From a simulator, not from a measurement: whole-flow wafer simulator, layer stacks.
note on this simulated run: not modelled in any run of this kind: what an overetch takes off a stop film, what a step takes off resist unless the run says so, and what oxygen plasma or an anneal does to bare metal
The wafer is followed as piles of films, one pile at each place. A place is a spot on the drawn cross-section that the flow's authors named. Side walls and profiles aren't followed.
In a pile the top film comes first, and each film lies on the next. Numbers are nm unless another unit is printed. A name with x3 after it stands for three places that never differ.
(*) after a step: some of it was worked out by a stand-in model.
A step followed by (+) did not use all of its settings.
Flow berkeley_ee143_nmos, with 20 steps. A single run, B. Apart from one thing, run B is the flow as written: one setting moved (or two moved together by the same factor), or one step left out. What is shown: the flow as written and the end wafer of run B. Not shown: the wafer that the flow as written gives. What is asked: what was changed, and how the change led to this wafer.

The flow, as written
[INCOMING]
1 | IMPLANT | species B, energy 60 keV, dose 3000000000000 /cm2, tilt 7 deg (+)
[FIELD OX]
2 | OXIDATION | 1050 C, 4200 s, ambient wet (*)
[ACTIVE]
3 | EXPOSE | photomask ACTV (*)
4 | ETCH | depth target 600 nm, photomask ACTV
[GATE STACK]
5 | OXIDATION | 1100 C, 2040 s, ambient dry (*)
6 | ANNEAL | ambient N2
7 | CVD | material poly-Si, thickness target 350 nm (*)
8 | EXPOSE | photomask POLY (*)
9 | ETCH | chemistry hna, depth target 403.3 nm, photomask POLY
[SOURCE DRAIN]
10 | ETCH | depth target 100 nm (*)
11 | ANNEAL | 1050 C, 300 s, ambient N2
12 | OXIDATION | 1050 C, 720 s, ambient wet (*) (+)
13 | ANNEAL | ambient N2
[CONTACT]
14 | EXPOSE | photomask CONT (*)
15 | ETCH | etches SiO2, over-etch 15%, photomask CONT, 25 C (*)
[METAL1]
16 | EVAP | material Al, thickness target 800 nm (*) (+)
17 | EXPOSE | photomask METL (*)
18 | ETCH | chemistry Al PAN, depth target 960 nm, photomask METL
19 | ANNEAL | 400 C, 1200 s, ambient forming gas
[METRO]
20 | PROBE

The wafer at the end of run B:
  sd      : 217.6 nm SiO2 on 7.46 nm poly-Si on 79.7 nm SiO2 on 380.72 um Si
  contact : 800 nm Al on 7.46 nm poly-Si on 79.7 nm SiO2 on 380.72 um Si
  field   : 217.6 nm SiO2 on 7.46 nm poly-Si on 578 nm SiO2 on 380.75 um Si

What caused this: step 9, ETCH: depth target 246.8 nm was run, while the flow as written has depth target 403.3 nm.

The path from the change to this, step by step:
  9 | ETCH | chemistry hna, depth target 403.3 nm, photomask POLY
      sd, contact, field: -246.8 poly-Si (it would be, as written: -350 poly-Si (all of it))
  10 | ETCH | depth target 100 nm (*)
      sd, contact: nothing (it would be, as written: -79.7 SiO2 (all of it))
      field: nothing (it would be, as written: -100 SiO2)
  12 | OXIDATION | 1050 C, 720 s, ambient wet (*) (+)
      sd, contact: +217.6 SiO2 (new film), -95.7 poly-Si (it would be, as written: +189.4 SiO2 (new film), -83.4 Si)
      field: +217.6 SiO2 (new film), -95.7 poly-Si (it would be, as written: +69.1 SiO2, -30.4 Si)
  15 | ETCH | etches SiO2, over-etch 15%, photomask CONT, 25 C (*)
      contact: -217.6 SiO2 (all of it) (it would be, as written: -189.4 SiO2 (all of it))
